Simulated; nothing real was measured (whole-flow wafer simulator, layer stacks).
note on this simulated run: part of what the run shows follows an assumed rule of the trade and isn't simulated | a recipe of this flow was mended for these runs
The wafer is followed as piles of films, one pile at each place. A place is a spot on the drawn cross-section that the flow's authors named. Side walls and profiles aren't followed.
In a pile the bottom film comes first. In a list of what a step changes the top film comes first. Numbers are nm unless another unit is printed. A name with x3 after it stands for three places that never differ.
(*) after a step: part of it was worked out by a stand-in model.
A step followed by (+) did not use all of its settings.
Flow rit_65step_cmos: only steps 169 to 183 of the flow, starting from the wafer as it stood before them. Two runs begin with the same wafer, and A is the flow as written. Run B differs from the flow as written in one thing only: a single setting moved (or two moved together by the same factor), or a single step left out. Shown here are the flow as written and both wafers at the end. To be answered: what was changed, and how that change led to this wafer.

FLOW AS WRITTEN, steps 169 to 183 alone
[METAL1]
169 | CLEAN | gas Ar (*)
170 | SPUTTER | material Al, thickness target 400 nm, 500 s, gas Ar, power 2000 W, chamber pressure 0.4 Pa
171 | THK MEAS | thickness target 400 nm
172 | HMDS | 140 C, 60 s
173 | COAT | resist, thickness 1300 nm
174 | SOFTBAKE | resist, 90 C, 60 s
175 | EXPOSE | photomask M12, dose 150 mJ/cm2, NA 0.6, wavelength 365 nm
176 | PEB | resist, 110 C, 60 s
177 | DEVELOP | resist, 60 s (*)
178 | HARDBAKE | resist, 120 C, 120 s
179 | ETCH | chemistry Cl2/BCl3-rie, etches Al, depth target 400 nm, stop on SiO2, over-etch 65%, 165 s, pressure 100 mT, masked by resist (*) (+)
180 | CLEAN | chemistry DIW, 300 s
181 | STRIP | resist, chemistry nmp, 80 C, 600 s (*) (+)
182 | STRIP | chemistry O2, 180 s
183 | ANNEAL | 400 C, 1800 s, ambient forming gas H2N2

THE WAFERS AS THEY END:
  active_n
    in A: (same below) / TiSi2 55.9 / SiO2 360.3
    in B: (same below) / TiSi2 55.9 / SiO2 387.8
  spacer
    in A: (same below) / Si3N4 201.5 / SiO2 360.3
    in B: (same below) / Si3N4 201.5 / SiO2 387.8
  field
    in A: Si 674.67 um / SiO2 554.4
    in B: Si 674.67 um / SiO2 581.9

What caused this: step 170, SPUTTER: thickness target 620 nm was run, though the flow has thickness target 400 nm; step 170, SPUTTER: 775 s was run, where the flow has 500 s.

The path from the change to this, step by step:
  170 | SPUTTER | material Al, thickness target 400 nm, 500 s, gas Ar, power 2000 W, chamber pressure 0.4 Pa
      field, field_pw, field_nw and 10 more: A Al gains 400 (new film) | B Al gains 620 (new film)
      contact: A Al gains 255.4 (new film) | B Al gains 374.8 (new film)
  173 | COAT | resist, thickness 1300 nm
      contact: A resist gains 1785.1 (new film) | B resist gains 1894.5 (new film)
  176 | PEB | resist, 110 C, 60 s
      contact: A resist loses 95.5 | B resist loses 101.7
  178 | HARDBAKE | resist, 120 C, 120 s
      contact: A resist loses 62.1 | B resist loses 66.4
  179 | ETCH | chemistry Cl2/BCl3-rie, etches Al, depth target 400 nm, stop on SiO2, over-etch 65%, 165 s, pressure 100 mT, masked by resist (*) (+)
      field, field_pw, field_nw and 9 more: A Al loses 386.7 (all of it), SiO2 loses 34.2 | B Al loses 606.7 (all of it), SiO2 loses 6.67
  181 | STRIP | resist, chemistry nmp, 80 C, 600 s (*) (+)
      contact: A resist loses 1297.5 (all of it) | B resist loses 1396.3 (all of it)
